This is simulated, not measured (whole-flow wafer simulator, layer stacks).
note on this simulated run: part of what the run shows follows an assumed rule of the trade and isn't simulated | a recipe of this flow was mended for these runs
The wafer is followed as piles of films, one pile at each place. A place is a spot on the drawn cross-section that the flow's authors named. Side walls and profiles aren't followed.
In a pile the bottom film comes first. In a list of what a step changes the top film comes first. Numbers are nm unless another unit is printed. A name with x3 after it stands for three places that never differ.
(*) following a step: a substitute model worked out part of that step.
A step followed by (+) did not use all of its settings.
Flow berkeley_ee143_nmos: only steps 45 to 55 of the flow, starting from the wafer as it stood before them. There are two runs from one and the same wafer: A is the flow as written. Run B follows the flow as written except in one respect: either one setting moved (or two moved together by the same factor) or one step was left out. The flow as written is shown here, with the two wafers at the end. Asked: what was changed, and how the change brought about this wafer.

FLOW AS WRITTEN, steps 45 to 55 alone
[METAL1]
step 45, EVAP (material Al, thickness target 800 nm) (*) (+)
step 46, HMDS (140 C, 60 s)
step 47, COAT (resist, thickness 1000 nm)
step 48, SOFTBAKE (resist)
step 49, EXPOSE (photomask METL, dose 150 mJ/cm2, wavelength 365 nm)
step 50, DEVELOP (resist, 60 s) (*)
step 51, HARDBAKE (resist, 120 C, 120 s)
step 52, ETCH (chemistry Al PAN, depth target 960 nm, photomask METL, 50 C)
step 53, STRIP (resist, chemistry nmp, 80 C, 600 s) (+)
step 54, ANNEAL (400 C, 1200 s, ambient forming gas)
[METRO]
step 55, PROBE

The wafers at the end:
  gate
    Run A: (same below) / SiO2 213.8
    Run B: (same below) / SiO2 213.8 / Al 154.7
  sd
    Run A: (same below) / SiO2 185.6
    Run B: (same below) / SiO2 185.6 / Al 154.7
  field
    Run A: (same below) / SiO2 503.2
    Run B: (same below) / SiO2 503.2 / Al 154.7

Cause: step 52, ETCH: depth target 632 nm was run, while the flow as written has depth target 960 nm.

How this came from the change, step by step:
  step 52, ETCH (chemistry Al PAN, depth target 960 nm, photomask METL, 50 C)
      gate, sd, field: A -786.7 Al (all of it) | B -632 Al
If metal films that touch count as one body, gate has 1 body; the flow as written gives 0 bodies.
If metal films that touch count as one body, sd has 1 body; the flow as written gives 0 bodies.
If metal films that touch count as one body, field has 1 body; the flow as written gives 0 bodies.
